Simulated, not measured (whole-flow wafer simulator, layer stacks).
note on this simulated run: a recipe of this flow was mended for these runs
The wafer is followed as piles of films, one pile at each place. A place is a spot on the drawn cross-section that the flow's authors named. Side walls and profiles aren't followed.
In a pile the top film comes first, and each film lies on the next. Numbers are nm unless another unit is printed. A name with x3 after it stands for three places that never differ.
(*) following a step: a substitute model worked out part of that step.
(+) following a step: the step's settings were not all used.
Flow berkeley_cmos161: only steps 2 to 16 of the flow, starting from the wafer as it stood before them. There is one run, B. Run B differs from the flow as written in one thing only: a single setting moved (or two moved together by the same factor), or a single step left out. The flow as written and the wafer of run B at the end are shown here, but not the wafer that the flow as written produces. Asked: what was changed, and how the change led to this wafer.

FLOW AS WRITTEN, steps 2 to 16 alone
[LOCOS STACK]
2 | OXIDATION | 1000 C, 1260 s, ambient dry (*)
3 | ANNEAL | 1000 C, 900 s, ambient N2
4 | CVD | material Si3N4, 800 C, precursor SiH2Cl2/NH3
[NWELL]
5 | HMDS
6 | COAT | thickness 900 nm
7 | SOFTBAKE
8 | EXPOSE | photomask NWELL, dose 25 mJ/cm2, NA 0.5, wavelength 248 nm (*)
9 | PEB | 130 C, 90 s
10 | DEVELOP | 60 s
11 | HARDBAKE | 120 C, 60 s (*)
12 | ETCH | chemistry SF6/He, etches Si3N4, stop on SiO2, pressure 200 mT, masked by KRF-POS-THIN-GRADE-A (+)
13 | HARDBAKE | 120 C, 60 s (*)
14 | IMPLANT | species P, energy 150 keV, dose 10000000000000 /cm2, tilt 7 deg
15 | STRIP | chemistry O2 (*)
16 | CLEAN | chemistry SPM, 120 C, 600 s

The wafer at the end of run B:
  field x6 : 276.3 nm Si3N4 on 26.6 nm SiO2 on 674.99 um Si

The reason: step 4, CVD: 820 C was run, though the flow has 800 C.

Step by step, how the change led to this:
  4 | CVD | material Si3N4, 800 C, precursor SiH2Cl2/NH3
      field x6, sd_p x3: +276.3 Si3N4 (new film) (as written it would have been: +229.8 Si3N4 (new film))
  12 | ETCH | chemistry SF6/He, etches Si3N4, stop on SiO2, pressure 200 mT, masked by KRF-POS-THIN-GRADE-A (+)
      field x6: -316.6 KrF-resist (as written it would have been: -266.1 KrF-resist)
      sd_p x3: -276.3 Si3N4 (all of it), -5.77 SiO2 (as written it would have been: -229.8 Si3N4 (all of it), -5.77 SiO2)
  15 | STRIP | chemistry O2 (*)
      field x6: -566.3 KrF-resist (all of it) (as written it would have been: -616.9 KrF-resist (all of it))
